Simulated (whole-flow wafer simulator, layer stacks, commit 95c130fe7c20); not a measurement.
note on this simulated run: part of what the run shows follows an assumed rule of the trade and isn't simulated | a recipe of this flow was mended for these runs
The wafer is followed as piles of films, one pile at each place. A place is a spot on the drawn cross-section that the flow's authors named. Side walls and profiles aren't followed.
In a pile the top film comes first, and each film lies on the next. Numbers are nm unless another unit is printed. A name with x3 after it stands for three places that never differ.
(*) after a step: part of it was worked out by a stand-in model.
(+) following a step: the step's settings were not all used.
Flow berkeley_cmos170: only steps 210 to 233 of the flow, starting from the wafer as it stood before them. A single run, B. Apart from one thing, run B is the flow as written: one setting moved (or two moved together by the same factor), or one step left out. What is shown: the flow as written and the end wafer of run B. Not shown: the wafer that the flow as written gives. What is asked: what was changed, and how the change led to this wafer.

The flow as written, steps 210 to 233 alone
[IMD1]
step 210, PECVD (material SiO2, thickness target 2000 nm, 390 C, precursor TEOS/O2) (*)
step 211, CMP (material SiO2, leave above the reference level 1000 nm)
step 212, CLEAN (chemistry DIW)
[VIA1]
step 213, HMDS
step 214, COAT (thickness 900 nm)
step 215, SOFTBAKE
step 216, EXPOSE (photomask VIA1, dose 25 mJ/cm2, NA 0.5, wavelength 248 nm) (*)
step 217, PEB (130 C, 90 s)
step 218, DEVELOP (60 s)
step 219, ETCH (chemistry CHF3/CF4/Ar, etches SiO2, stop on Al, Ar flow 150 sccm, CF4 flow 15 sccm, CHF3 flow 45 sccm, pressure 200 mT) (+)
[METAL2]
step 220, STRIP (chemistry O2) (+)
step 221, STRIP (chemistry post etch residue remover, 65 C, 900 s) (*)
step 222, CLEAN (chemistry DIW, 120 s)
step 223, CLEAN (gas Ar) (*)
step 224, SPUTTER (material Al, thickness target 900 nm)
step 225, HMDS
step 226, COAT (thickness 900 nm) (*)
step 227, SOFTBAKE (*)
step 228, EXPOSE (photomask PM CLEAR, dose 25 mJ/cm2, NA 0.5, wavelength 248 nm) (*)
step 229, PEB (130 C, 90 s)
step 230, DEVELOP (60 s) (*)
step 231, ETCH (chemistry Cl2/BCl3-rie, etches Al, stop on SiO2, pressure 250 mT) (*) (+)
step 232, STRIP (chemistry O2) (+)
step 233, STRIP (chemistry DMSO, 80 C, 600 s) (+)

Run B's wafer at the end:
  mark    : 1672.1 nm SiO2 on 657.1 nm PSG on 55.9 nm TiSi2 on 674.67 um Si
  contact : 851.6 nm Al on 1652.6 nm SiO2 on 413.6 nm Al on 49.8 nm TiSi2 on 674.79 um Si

What caused this: step 210, PECVD: thickness target 1700 nm was run, though the flow has thickness target 2000 nm.

How this came from the change, step by step:
  step 210, PECVD (material SiO2, thickness target 2000 nm, 390 C, precursor TEOS/O2) (*)
      field, mark, sd_n and 8 more: SiO2 gains 1700 (new film) (as written it would have been: SiO2 gains 2000 (new film))
      sd_p: SiO2 gains 1680.1 (new film) (as written it would have been: SiO2 gains 1975.9 (new film))
      (also at 1 further place)
  step 211, CMP (material SiO2, leave above the reference level 1000 nm)
      mark: nothing (as written it would have been: SiO2 loses 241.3)
      contact: nothing (as written it would have been: SiO2 loses 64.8)
      (also at 11 further places)
  step 214, COAT (thickness 900 nm)
      contact: KrF-resist gains 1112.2 (new film) (as written it would have been: KrF-resist gains 900 (new film))
  step 217, PEB (130 C, 90 s)
      contact: KrF-resist loses 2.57 (as written it would have been: KrF-resist loses 2)
  step 220, STRIP (chemistry O2) (+)
      contact: KrF-resist loses 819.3 (all of it) (as written it would have been: KrF-resist loses 607.6 (all of it))
  step 224, SPUTTER (material Al, thickness target 900 nm)
      contact: Al gains 851.6 (new film) (as written it would have been: Al gains 900 (new film))
  step 226, COAT (thickness 900 nm) (*)
      contact: KrF-resist gains 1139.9 (new film) (as written it would have been: KrF-resist gains 889.8 (new film))
  step 229, PEB (130 C, 90 s)
      contact: KrF-resist loses 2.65 (as written it would have been: KrF-resist loses 1.98)
  step 232, STRIP (chemistry O2) (+)
      sd_n: KrF-resist loses 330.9 (all of it) (as written it would have been: KrF-resist loses 347 (all of it))
      contact: KrF-resist loses 589 (all of it) (as written it would have been: KrF-resist loses 339.5 (all of it))
